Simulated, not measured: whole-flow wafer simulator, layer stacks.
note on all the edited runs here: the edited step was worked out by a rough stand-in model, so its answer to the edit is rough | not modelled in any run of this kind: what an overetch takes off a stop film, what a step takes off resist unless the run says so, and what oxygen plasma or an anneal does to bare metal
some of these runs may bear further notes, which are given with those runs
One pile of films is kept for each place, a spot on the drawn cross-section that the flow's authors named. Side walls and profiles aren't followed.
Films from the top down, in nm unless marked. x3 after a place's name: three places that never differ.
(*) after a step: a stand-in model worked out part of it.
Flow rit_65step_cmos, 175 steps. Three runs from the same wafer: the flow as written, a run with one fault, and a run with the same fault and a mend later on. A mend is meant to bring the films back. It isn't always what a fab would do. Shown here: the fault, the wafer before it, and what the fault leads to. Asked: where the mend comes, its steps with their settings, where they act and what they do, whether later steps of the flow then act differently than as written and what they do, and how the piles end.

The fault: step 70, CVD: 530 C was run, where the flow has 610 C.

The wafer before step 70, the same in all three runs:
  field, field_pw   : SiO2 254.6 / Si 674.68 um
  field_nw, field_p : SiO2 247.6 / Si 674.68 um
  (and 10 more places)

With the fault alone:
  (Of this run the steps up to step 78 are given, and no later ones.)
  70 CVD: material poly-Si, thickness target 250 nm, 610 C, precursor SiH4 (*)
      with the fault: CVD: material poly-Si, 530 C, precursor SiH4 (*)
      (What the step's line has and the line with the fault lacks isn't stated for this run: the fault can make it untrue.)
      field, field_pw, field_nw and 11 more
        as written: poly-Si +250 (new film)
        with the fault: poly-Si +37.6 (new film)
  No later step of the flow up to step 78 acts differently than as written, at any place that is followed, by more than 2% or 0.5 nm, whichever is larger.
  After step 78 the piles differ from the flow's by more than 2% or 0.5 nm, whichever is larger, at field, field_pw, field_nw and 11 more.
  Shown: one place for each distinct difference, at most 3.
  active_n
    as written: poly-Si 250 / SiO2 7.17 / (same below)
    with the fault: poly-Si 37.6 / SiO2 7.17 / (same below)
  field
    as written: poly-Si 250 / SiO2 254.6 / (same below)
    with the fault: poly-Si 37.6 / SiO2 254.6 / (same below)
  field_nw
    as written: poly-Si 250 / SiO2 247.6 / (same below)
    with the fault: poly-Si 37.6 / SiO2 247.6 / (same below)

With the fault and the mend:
  The mend comes after step 71.
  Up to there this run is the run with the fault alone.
  71a CVD: material poly-Si, thickness target 212 nm, 610 C, precursor SiH4 (*) (the flow's step 70 once more, with other settings)
      field, field_pw, field_nw and 11 more
        poly-Si +212
  No later step of the flow acts differently than as written, at any place that is followed, by more than 2% or 0.5 nm, whichever is larger.
  At the end the piles differ from the flow's only slightly at the places that both follow, by at most 2% or 0.5 nm, whichever is larger.
